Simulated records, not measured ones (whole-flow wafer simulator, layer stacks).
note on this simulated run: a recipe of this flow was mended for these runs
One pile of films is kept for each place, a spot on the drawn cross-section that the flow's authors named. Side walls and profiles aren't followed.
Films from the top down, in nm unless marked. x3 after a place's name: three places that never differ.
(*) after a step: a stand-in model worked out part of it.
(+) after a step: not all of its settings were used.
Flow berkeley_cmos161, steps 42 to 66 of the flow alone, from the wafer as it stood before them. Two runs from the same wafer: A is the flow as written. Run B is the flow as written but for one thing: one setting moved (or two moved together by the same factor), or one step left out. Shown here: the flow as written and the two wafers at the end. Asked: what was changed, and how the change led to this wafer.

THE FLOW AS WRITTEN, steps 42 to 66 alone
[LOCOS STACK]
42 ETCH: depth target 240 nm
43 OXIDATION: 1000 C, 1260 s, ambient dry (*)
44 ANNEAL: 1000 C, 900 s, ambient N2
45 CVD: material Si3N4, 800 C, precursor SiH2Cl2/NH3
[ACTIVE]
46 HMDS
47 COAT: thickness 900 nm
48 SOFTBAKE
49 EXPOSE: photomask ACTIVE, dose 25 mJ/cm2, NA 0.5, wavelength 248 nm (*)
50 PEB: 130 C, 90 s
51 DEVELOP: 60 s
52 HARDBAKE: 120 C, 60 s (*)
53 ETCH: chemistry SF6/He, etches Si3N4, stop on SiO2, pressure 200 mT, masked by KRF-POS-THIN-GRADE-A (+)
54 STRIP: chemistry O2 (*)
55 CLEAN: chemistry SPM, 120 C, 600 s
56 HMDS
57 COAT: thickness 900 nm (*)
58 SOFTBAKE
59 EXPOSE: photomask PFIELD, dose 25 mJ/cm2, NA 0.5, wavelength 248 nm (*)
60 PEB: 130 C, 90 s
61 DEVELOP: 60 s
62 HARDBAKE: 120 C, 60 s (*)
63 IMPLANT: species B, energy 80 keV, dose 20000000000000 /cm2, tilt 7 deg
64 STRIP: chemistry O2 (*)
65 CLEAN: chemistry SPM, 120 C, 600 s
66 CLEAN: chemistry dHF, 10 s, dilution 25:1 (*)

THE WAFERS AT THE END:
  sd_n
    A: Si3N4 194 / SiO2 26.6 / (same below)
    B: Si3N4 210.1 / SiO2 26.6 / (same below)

The cause: step 45, CVD: 808 C was run, where the flow has 800 C.

How the change led to this, step by step:
  45 CVD: material Si3N4, 800 C, precursor SiH2Cl2/NH3
      field, sd_n, spacer_n and 6 more: A Si3N4 +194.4 (new film) | B Si3N4 +210.5 (new film)
  53 ETCH: chemistry SF6/He, etches Si3N4, stop on SiO2, pressure 200 mT, masked by KRF-POS-THIN-GRADE-A (+)
      sd_n, spacer_n, gate_n, sd_p, spacer_p, gate_p, contact, m1: A KrF-resist -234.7 | B KrF-resist -252.2
      field: A Si3N4 -194.4 (all of it), SiO2 -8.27 | B Si3N4 -210.5 (all of it), SiO2 -8.27
  54 STRIP: chemistry O2 (*)
      sd_n, spacer_n, gate_n, sd_p, spacer_p, gate_p, contact, m1: A KrF-resist -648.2 (all of it) | B KrF-resist -630.8 (all of it)
